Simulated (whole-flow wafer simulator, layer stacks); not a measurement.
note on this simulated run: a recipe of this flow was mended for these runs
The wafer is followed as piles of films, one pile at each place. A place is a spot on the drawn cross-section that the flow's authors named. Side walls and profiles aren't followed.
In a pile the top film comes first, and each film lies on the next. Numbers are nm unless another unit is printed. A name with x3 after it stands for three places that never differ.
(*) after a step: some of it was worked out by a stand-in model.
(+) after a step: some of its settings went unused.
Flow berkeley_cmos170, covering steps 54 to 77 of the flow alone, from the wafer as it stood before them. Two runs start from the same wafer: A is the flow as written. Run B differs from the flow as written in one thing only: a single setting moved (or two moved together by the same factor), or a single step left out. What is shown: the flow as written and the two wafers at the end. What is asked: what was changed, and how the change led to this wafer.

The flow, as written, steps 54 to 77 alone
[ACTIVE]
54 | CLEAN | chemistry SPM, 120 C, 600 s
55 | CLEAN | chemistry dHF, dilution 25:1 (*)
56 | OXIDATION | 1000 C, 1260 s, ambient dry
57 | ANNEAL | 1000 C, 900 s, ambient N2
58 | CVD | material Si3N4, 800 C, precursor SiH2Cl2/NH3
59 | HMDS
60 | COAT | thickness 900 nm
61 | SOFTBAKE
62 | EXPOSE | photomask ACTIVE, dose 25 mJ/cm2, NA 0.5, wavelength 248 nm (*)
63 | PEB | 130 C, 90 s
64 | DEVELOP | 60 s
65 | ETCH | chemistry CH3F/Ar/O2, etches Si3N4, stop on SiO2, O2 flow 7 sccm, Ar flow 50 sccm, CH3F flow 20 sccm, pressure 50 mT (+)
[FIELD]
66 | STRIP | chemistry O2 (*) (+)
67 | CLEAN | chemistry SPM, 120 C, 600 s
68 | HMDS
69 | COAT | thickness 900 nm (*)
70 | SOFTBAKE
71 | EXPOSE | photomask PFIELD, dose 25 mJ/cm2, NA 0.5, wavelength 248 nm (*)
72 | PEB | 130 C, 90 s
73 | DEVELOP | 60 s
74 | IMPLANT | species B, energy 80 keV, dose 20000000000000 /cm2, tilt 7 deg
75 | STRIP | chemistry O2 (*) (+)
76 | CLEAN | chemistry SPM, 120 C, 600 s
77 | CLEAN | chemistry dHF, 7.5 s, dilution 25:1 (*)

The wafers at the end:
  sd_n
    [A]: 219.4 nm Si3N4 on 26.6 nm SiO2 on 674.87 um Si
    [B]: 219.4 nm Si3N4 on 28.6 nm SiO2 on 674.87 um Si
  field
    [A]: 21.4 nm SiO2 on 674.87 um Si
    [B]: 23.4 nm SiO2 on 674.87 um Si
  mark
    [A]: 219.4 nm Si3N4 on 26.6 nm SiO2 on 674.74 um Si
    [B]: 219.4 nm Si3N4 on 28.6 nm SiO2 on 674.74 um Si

The reason: step 56, OXIDATION: 1008 C was run, while the flow as written has 1000 C.

How this came from the change, step by step:
  56 | OXIDATION | 1000 C, 1260 s, ambient dry
      field, mark, sd_n and 10 more: A +26.6 SiO2 (new film), -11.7 Si | B +28.6 SiO2 (new film), -12.6 Si
